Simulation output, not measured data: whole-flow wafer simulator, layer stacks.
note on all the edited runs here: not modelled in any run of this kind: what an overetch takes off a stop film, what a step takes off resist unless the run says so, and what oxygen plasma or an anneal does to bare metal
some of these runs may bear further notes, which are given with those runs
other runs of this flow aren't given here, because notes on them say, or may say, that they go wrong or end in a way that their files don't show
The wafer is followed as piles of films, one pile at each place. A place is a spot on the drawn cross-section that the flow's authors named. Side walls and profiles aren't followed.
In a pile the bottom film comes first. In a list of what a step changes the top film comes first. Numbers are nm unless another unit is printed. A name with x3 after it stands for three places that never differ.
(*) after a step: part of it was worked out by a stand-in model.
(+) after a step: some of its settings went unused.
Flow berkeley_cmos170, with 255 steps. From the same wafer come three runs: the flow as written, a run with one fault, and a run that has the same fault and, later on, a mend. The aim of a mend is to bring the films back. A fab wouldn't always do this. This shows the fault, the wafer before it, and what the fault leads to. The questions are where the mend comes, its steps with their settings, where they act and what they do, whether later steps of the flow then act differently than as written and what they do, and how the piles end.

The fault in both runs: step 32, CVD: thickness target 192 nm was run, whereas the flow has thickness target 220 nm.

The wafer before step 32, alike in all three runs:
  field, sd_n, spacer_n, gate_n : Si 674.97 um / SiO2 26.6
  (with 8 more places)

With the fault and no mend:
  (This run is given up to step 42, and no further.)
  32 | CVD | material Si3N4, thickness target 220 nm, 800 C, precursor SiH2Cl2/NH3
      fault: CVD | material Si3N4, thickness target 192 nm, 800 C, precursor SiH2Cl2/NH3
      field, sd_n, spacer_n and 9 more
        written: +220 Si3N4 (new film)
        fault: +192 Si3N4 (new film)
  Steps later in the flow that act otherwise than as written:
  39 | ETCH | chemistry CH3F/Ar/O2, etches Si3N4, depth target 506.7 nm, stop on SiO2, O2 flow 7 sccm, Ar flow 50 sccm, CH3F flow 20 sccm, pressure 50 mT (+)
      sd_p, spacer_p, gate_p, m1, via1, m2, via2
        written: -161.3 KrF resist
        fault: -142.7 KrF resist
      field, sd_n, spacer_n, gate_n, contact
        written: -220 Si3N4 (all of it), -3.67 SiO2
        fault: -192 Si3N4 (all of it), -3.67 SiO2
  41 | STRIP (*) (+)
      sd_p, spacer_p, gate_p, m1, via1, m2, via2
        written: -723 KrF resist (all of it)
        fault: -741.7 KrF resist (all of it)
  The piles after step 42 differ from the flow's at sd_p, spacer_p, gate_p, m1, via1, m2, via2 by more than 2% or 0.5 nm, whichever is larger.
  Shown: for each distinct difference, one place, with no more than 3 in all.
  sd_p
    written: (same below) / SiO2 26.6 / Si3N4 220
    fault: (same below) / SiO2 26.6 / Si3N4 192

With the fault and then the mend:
  The mend follows step 32.
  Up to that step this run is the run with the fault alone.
  32a | ETCH | chemistry h3po4, depth target 220.8 nm
      field, sd_n, spacer_n and 9 more
        -192 Si3N4 (all of it)
  32b | CLEAN | chemistry SPM (the flow's step 25 again)
      does not change any film at any place that is followed
  32c | CVD | material Si3N4, thickness target 220 nm, 800 C, precursor SiH2Cl2/NH3 (the flow's step 32 again)
      field, sd_n, spacer_n and 9 more
        +220 Si3N4 (new film)
  None of the later steps of the flow acts differently than as written at any place that is followed.
  The piles end the same as the flow's at every place that both follow.
